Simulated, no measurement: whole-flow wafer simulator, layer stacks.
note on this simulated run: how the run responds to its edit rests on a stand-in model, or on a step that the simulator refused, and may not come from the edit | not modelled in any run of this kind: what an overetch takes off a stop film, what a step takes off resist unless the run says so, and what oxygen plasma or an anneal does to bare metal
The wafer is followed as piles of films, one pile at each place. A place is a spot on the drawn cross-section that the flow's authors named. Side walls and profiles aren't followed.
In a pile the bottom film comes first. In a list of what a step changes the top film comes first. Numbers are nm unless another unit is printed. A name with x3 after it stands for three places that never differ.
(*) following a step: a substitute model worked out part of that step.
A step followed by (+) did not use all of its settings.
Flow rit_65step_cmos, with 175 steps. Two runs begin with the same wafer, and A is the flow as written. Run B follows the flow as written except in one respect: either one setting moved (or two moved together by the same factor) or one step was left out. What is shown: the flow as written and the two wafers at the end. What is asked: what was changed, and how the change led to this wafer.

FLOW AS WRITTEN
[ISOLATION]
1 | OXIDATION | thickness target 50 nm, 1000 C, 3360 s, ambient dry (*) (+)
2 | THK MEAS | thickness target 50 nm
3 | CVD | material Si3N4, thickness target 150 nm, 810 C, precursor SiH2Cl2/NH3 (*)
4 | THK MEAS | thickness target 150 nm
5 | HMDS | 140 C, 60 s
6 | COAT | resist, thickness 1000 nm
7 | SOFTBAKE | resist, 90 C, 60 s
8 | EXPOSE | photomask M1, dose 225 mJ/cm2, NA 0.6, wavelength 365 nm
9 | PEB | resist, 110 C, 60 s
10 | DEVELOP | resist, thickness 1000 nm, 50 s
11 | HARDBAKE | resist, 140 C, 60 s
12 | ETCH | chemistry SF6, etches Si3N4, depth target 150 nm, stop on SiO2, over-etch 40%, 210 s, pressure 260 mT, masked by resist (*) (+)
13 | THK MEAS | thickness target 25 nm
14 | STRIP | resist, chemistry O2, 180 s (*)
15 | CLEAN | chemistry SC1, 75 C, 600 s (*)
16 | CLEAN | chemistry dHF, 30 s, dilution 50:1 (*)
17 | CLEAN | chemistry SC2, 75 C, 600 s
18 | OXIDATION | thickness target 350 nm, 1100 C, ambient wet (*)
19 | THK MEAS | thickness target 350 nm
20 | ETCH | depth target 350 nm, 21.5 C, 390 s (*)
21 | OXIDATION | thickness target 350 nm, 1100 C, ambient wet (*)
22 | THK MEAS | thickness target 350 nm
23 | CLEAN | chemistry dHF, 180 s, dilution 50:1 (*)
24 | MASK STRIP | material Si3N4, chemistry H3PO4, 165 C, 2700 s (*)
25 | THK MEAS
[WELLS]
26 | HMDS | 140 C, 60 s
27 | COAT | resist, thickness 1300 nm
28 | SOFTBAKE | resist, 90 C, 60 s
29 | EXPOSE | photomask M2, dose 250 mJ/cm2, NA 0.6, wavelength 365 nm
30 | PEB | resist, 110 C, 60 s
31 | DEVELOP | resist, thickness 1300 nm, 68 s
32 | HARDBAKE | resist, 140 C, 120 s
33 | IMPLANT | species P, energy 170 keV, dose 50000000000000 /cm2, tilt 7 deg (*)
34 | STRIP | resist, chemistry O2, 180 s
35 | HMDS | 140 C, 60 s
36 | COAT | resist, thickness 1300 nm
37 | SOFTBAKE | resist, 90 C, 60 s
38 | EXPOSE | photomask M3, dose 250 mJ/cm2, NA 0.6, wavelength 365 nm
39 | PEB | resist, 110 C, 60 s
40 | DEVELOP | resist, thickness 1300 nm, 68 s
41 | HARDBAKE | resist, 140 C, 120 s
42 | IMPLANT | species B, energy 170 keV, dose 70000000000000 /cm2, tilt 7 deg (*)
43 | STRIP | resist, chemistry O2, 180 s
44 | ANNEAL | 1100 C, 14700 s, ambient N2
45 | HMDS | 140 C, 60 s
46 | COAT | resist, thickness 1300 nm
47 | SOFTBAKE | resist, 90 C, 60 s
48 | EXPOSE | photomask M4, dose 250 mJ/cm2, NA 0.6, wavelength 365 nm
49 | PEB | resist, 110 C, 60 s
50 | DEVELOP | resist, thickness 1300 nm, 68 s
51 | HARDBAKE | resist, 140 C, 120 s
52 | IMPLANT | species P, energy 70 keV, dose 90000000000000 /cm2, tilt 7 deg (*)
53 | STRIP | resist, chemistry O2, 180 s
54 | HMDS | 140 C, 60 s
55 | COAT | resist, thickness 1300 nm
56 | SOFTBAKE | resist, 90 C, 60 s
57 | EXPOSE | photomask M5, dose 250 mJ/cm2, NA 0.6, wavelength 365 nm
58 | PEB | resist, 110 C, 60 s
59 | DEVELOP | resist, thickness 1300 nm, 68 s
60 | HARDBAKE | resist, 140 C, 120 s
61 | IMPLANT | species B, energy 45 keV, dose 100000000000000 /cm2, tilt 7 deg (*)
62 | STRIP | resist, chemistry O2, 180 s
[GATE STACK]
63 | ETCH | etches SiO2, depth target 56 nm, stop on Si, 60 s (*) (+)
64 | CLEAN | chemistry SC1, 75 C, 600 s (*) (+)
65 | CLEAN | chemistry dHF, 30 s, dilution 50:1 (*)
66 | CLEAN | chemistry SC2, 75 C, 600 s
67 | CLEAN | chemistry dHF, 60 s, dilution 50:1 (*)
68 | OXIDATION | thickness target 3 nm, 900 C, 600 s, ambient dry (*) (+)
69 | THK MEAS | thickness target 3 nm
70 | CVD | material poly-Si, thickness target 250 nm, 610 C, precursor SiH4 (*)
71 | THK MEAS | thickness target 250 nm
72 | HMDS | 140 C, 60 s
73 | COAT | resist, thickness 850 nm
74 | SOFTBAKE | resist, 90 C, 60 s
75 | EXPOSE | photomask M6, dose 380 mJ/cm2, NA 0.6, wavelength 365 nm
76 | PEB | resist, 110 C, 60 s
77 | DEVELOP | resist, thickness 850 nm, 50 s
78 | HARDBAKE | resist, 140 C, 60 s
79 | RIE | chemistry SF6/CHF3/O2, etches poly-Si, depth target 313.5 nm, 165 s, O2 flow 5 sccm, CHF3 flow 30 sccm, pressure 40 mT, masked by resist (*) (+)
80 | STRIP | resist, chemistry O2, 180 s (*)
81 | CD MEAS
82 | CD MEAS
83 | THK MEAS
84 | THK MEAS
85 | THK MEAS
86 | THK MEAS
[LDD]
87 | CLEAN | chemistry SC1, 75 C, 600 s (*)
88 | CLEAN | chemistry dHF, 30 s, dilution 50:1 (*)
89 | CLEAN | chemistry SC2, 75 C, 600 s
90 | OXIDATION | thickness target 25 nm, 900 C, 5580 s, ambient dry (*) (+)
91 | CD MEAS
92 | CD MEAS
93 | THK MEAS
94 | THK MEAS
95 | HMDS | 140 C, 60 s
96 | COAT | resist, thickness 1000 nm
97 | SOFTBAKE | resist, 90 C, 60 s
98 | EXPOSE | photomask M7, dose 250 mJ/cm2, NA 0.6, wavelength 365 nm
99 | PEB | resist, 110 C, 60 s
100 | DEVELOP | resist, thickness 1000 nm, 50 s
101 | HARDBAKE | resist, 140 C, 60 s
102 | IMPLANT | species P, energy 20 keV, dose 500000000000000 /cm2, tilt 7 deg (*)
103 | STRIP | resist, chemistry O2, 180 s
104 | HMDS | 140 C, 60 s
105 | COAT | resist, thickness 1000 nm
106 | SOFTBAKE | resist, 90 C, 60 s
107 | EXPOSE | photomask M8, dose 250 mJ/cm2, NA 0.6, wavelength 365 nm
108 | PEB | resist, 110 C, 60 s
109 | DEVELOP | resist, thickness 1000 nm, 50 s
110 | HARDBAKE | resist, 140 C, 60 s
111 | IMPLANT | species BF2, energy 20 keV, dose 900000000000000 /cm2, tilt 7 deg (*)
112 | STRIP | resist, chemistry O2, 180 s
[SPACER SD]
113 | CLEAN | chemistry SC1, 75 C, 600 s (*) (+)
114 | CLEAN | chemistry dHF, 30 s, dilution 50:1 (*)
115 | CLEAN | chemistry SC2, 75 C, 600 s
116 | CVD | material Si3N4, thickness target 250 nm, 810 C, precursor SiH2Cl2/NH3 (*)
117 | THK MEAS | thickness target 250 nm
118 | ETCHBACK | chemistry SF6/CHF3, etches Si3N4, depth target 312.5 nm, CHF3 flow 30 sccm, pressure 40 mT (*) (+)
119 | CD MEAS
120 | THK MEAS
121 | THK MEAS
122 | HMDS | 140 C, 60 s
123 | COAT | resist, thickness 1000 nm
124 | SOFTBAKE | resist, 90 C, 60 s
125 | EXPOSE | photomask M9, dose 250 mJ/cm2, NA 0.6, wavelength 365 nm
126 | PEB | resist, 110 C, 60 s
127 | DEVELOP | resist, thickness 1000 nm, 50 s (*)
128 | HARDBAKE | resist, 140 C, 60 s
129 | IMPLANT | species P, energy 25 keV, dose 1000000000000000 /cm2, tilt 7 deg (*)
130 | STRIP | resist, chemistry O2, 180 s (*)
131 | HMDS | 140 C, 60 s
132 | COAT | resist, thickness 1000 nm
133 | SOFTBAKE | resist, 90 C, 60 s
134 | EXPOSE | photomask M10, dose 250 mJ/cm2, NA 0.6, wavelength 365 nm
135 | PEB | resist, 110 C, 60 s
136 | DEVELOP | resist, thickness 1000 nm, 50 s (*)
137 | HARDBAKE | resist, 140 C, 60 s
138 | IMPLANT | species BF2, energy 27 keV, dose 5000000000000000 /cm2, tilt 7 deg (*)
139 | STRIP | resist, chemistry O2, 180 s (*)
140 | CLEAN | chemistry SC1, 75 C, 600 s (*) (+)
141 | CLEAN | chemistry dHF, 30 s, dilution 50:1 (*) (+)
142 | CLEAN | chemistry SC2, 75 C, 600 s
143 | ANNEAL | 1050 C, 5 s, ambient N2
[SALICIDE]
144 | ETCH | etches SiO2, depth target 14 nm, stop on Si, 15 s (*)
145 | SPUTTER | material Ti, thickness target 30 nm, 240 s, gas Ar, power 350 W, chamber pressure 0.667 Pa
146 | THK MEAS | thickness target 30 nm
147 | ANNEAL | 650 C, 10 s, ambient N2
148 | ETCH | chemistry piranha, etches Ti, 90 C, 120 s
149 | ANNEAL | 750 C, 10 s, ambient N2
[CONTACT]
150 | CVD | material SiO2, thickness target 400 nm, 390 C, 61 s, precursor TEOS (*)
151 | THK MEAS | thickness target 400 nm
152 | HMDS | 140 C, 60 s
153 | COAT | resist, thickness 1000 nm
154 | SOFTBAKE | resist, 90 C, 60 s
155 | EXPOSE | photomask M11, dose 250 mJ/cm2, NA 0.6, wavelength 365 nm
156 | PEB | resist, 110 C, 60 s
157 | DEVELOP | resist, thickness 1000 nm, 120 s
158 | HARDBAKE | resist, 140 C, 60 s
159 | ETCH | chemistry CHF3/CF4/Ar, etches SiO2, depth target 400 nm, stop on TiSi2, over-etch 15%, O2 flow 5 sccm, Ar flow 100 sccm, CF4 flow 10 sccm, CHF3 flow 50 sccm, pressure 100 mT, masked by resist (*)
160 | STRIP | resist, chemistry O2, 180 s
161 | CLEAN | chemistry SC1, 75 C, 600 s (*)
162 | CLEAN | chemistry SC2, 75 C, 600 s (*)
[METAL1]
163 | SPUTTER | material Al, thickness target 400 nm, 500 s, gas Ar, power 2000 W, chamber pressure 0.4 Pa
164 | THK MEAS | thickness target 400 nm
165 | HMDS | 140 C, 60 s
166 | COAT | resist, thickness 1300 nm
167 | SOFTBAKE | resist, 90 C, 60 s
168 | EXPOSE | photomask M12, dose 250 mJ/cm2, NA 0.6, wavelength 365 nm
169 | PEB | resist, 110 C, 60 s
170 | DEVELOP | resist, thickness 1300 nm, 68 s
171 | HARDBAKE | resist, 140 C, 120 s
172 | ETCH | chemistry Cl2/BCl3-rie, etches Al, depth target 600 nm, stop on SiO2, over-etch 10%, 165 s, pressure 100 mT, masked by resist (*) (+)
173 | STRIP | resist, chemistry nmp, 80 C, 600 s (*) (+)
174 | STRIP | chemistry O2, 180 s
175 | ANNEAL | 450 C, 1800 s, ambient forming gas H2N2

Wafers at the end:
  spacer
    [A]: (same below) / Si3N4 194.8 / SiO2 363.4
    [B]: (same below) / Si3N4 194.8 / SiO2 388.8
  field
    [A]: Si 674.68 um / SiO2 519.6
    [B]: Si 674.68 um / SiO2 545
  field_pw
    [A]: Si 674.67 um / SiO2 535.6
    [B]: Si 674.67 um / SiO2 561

The reason: step 163, SPUTTER: thickness target 603 nm was run, whereas the flow has thickness target 400 nm; step 163, SPUTTER: 754 s was run, where the flow has 500 s.

The path from the change to this, step by step:
  163 | SPUTTER | material Al, thickness target 400 nm, 500 s, gas Ar, power 2000 W, chamber pressure 0.4 Pa
      field, field_pw, field_p, spacer, spacer_p: A Al gains 400 (new film) | B Al gains 603 (new film)
      gate_n, gate_p: A Al gains 396 (new film) | B Al gains 554.4 (new film)
      (as well as at 1 more place)
  166 | COAT | resist, thickness 1300 nm
      gate_n: A resist gains 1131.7 (new film) | B resist gains 1178.9 (new film)
      gate_p: A resist gains 1135.6 (new film) | B resist gains 1182.1 (new film)
  169 | PEB | resist, 110 C, 60 s
      gate_n: A resist loses 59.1 | B resist loses 61.7
      gate_p: A resist loses 59.3 | B resist loses 61.9
  170 | DEVELOP | resist, thickness 1300 nm, 68 s
      gate_n: A resist loses 1072.6 (all of it) | B resist loses 1117.2 (all of it)
      gate_p: A resist loses 1076.3 (all of it) | B resist loses 1120.2 (all of it)
  172 | ETCH | chemistry Cl2/BCl3-rie, etches Al, depth target 600 nm, stop on SiO2, over-etch 10%, 165 s, pressure 100 mT, masked by resist (*) (+)
      field, field_pw, field_p, spacer, spacer_p: A Al loses 400 (all of it), SiO2 loses 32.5 | B Al loses 603 (all of it), SiO2 loses 7.12
      gate_n, gate_p: A Al loses 396 (all of it), SiO2 loses 33 | B Al loses 554.4 (all of it), SiO2 loses 13.2
      (as well as at 1 more place)
